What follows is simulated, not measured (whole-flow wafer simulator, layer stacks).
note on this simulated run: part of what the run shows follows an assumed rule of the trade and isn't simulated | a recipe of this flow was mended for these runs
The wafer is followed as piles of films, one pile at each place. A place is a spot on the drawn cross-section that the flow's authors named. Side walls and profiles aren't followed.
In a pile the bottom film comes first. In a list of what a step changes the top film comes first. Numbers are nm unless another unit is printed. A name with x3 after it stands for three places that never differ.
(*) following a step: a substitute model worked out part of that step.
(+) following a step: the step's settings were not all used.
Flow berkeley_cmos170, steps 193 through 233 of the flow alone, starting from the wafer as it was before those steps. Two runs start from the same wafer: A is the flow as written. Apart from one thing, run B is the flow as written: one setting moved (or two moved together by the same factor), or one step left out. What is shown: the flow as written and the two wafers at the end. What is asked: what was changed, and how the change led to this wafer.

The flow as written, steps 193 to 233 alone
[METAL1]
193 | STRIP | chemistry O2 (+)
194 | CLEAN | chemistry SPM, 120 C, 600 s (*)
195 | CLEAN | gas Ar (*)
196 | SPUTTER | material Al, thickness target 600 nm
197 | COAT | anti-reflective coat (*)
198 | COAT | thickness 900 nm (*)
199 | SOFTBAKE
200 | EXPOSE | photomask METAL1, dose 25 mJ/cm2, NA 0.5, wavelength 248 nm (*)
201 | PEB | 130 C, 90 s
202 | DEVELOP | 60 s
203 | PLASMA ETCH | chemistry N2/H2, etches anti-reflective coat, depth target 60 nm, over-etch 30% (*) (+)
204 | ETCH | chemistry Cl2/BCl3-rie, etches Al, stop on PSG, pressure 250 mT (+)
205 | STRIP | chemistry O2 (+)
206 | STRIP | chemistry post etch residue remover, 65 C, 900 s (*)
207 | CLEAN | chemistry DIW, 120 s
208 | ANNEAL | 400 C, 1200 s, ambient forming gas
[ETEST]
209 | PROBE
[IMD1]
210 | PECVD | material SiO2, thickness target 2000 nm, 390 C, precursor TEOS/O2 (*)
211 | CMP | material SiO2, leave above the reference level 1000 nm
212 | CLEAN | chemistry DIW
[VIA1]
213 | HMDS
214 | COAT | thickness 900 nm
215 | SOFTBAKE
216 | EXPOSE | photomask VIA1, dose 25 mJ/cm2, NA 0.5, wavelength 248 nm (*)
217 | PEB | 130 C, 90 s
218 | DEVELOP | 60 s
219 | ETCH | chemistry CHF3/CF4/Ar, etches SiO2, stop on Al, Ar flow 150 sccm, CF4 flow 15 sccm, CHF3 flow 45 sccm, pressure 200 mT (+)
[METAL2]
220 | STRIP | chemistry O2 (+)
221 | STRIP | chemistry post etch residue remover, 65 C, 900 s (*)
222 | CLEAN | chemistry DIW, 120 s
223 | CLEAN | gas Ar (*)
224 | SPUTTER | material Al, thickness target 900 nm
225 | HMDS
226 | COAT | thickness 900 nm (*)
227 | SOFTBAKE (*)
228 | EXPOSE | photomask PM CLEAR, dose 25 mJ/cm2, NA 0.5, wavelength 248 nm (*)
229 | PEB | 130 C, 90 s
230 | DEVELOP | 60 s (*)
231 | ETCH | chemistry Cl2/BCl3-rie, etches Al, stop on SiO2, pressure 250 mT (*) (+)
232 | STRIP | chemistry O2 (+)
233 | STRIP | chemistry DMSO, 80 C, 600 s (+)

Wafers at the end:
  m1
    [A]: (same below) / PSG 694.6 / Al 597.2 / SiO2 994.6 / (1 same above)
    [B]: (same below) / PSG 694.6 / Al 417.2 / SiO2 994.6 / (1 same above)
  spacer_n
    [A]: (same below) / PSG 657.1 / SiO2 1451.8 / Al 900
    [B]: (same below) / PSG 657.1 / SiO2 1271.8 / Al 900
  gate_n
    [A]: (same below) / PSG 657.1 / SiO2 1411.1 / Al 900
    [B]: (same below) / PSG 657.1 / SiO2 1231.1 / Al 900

The reason: step 196, SPUTTER: thickness target 420 nm was run, whereas the flow has thickness target 600 nm.

The path from the change to this, step by step:
  196 | SPUTTER | material Al, thickness target 600 nm
      field, mark, sd_n and 8 more: A Al gains 600 (new film) | B Al gains 420 (new film)
      sd_p: A Al gains 575.5 (new film) | B Al gains 397.3 (new film)
      (as well as at 1 more place)
  197 | COAT | anti-reflective coat (*)
      sd_n: A anti-reflective coat gains 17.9 (new film) | B anti-reflective coat gains 12.9 (new film)
      contact: A anti-reflective coat gains 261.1 (new film) | B anti-reflective coat gains 240.4 (new film)
  198 | COAT | thickness 900 nm (*)
      contact: A KrF-resist gains 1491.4 (new film) | B KrF-resist gains 1451.5 (new film)
  203 | PLASMA ETCH | chemistry N2/H2, etches anti-reflective coat, depth target 60 nm, over-etch 30% (*) (+)
      sd_n: A anti-reflective coat loses 17.9 (all of it) | B anti-reflective coat loses 12.9 (all of it)
  204 | ETCH | chemistry Cl2/BCl3-rie, etches Al, stop on PSG, pressure 250 mT (+)
      field, mark, sd_n, spacer_n, gate_n, spacer_p, gate_p: A Al loses 600 (all of it), PSG loses 37.5 | B Al loses 420 (all of it), PSG loses 37.5
      contact, m1, via1, m2, via2: A KrF-resist loses 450 | B KrF-resist loses 360
      (as well as at 1 more place)
  205 | STRIP | chemistry O2 (+)
      contact: A KrF-resist loses 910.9 (all of it), anti-reflective coat loses 261.1 (all of it) | B KrF-resist loses 961.4 (all of it), anti-reflective coat loses 240.4 (all of it)
      m1: A KrF-resist loses 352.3 (all of it), anti-reflective coat loses 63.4 (all of it) | B KrF-resist loses 441.6 (all of it), anti-reflective coat loses 63.3 (all of it)
      (as well as at 3 more places)
  211 | CMP | material SiO2, leave above the reference level 1000 nm
      spacer_n, spacer_p: A SiO2 loses 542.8 | B SiO2 loses 722.8
      gate_n, gate_p: A SiO2 loses 583.6 | B SiO2 loses 763.6
      (as well as at 5 more places)
